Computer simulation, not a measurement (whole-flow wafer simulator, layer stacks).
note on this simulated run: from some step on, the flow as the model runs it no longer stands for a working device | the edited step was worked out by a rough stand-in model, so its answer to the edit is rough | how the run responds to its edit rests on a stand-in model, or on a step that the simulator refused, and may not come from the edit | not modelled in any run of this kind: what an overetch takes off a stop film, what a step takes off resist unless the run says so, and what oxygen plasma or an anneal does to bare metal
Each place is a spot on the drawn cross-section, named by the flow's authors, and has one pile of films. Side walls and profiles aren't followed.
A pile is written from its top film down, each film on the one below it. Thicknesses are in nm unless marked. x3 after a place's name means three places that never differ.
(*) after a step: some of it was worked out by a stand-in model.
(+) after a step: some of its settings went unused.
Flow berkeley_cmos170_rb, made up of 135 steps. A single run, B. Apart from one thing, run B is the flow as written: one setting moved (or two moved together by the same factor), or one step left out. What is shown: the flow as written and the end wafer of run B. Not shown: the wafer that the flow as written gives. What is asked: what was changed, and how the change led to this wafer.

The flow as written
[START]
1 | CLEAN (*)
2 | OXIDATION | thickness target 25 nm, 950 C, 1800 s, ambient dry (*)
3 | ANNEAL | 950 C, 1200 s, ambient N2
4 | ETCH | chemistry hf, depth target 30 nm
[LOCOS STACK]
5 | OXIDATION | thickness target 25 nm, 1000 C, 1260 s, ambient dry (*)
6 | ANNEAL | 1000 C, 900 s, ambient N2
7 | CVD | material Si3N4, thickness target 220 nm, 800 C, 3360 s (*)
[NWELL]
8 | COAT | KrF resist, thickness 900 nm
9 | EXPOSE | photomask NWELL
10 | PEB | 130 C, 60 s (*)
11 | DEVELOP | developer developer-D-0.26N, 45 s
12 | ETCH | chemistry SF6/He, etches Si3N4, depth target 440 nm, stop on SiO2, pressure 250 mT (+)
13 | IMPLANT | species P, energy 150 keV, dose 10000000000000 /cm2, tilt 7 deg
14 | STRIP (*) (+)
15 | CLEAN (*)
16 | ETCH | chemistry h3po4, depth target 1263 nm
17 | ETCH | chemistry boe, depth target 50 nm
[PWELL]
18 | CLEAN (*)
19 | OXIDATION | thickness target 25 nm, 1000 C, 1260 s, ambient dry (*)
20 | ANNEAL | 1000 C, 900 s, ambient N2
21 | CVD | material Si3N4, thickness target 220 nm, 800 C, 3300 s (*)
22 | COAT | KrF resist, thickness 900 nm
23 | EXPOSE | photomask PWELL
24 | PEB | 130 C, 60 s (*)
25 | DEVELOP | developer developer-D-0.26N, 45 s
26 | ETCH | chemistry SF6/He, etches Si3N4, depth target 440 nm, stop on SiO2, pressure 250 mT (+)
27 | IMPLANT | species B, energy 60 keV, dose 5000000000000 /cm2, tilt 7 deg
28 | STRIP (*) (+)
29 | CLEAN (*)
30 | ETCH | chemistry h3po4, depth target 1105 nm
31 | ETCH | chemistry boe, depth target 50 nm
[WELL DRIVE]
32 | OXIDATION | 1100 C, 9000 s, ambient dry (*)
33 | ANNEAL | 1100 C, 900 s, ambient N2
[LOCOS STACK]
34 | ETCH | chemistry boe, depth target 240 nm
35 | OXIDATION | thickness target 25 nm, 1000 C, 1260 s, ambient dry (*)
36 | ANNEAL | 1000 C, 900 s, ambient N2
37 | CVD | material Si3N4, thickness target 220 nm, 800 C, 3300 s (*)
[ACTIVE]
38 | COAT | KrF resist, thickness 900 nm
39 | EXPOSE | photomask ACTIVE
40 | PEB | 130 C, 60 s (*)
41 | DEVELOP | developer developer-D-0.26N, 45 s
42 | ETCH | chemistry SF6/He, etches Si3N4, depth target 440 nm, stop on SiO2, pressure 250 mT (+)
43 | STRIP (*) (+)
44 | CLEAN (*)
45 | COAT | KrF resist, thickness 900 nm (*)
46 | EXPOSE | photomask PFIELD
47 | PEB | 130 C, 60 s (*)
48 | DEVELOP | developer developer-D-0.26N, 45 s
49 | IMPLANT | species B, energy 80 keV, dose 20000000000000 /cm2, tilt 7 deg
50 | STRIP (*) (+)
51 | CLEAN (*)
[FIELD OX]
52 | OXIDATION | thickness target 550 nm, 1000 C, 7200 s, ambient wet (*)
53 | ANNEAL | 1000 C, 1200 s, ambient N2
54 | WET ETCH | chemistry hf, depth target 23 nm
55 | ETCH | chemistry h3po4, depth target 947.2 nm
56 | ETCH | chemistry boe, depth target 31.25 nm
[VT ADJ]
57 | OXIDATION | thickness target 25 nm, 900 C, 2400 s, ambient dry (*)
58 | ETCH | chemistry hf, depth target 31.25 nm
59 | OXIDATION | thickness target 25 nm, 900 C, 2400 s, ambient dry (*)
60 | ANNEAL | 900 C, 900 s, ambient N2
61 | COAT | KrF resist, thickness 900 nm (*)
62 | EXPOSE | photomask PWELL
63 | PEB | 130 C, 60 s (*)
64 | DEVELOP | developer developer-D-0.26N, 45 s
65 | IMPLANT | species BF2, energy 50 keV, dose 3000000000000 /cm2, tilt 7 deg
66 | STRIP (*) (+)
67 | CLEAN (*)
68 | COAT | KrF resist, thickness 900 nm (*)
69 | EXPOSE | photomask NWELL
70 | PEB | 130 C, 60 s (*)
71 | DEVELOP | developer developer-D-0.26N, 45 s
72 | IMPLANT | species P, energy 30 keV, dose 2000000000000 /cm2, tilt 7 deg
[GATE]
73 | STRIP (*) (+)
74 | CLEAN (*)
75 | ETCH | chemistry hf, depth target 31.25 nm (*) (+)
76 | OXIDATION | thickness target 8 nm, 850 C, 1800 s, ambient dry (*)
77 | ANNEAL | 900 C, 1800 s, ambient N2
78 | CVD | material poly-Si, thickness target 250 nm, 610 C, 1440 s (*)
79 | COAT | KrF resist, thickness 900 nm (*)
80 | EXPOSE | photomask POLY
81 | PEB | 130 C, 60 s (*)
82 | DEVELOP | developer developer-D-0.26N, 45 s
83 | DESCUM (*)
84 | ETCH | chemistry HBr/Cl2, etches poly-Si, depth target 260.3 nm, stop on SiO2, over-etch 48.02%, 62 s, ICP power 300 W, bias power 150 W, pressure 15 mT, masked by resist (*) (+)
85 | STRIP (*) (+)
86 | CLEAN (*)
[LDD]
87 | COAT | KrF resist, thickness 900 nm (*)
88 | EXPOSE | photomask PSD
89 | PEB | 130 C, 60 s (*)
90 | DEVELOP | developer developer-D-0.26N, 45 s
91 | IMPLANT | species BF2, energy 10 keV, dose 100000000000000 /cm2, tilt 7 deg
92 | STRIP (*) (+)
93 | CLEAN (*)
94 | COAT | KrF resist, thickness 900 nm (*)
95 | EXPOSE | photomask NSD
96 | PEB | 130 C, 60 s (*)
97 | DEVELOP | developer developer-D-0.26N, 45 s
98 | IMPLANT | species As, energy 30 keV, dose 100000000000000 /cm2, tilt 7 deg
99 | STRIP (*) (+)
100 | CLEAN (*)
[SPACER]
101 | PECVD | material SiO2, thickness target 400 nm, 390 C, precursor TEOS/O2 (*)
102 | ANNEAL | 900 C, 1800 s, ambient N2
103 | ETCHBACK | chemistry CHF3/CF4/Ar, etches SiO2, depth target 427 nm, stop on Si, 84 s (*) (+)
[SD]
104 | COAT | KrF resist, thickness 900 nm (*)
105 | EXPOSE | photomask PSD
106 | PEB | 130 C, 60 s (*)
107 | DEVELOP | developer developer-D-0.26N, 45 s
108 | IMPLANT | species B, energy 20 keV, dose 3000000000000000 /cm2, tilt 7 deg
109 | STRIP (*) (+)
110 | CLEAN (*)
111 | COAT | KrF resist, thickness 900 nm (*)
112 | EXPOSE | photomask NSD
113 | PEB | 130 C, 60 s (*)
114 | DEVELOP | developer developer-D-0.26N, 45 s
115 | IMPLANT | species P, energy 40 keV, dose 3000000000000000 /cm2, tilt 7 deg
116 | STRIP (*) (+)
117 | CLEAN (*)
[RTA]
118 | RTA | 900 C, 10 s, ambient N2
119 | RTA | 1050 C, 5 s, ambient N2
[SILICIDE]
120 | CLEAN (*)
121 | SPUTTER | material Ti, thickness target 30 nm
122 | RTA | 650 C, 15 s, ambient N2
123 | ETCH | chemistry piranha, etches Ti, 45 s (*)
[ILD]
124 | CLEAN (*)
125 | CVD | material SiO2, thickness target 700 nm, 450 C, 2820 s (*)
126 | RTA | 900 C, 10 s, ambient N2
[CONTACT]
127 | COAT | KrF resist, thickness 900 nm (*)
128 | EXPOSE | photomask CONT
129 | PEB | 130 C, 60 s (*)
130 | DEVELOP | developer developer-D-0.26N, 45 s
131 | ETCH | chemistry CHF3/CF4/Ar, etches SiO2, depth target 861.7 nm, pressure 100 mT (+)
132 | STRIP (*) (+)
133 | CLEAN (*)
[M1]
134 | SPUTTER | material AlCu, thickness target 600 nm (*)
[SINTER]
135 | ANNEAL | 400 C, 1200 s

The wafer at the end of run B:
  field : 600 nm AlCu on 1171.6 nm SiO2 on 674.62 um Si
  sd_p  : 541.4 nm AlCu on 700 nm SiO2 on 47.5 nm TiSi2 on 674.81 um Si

Cause: step 75, ETCH: depth target 17.88 nm was run, whereas the flow has depth target 31.25 nm.

How this came from the change, step by step:
  75 | ETCH | chemistry hf, depth target 31.25 nm (*) (+)
      field: SiO2 loses 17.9 (as written it would have been: SiO2 loses 31.3)
  121 | SPUTTER | material Ti, thickness target 30 nm
      sd_p: Ti gains 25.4 (new film) (as written it would have been: Ti gains 27.1 (new film))
  122 | RTA | 650 C, 15 s, ambient N2
      sd_p: Ti loses 19.8, TiSi2 C49 gains 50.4 (new film), Si loses 45 (as written it would have been: Ti loses 21.1, TiSi first gains 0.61 (new film), TiSi2 C49 gains 52.9 (new film), Si loses 47.6)
  126 | RTA | 900 C, 10 s, ambient N2
      sd_p: under 1 film: TiSi2 gains 47.5 (new film), TiSi2 C49 loses 50.4 (all of it) (as written it would have been: under 1 film: TiSi2 gains 50.7 (new film), TiSi first loses 0.61 (all of it), TiSi2 C49 loses 52.9 (all of it), Si loses 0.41)
